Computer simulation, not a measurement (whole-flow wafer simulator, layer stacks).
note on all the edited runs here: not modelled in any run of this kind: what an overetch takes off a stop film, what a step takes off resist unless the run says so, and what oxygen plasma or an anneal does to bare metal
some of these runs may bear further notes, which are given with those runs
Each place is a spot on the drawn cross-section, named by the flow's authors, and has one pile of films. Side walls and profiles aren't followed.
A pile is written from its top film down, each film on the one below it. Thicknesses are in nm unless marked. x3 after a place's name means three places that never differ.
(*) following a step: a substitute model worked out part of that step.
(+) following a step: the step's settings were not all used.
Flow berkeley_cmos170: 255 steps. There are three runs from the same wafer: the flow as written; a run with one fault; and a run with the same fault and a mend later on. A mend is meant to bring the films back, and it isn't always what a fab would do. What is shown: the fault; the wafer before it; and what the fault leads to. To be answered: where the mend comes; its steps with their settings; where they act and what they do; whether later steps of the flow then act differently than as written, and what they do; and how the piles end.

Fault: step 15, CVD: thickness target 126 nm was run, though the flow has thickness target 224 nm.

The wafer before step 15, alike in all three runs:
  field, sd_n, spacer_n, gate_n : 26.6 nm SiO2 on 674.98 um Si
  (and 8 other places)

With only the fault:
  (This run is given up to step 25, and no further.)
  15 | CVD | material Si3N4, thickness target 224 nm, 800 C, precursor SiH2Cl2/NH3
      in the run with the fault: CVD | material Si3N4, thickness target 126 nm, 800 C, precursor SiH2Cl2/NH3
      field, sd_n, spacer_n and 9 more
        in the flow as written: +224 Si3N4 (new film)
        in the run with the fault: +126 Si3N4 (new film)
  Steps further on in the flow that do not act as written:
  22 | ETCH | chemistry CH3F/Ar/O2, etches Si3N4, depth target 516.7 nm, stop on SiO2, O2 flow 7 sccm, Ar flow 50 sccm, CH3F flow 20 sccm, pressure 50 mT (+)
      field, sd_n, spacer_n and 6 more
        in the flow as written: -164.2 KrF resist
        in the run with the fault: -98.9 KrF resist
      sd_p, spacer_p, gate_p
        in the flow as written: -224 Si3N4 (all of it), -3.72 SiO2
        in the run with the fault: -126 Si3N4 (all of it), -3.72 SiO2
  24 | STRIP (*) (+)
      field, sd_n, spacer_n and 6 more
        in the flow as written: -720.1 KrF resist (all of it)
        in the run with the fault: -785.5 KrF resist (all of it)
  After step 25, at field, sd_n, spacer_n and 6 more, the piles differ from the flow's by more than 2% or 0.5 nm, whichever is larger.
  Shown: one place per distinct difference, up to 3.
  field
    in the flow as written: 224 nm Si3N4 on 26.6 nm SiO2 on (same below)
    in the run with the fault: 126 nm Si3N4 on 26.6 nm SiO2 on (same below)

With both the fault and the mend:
  After step 21 comes the mend.
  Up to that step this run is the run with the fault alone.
  21a | STRIP (*) (+)
      field, sd_n, spacer_n and 6 more
        -884.4 KrF resist (all of it)
  21b | CLEAN | chemistry SPM
      does not change any film at any place that is followed
  21c | CVD | material Si3N4, thickness target 98 nm, 800 C, precursor SiH2Cl2/NH3 (the flow's step 15 again, with other settings)
      field, sd_n, spacer_n and 9 more
        +98 Si3N4
  21d | HMDS (the flow's step 16 again)
      does not change any film at any place that is followed
  21e | COAT | KrF resist, thickness 900 nm (the flow's step 17 again)
      field, sd_n, spacer_n and 9 more
        +900 KrF resist (new film)
  21f | SOFTBAKE | KrF resist (the flow's step 18 again)
      does not change any film at any place that is followed
  21g | EXPOSE | photomask NWELL, dose 25 mJ/cm2, NA 0.5, wavelength 248 nm (*) (the flow's step 19 again)
      does not change any film at any place that is followed
  21h | PEB | KrF resist, 130 C (the flow's step 20 again)
      field, sd_n, spacer_n and 9 more
        -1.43 KrF resist
  21i | DEVELOP | KrF resist, thickness 900 nm, developer developer-D-0.26N (the flow's step 21 again)
      field, sd_n, spacer_n and 6 more
        -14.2 KrF resist
      sd_p, spacer_p, gate_p
        -898.6 KrF resist (all of it)
  Later steps of the flow that are run all act as written at every place that is followed.
  By the end, the piles equal the flow's at every place that both follow.
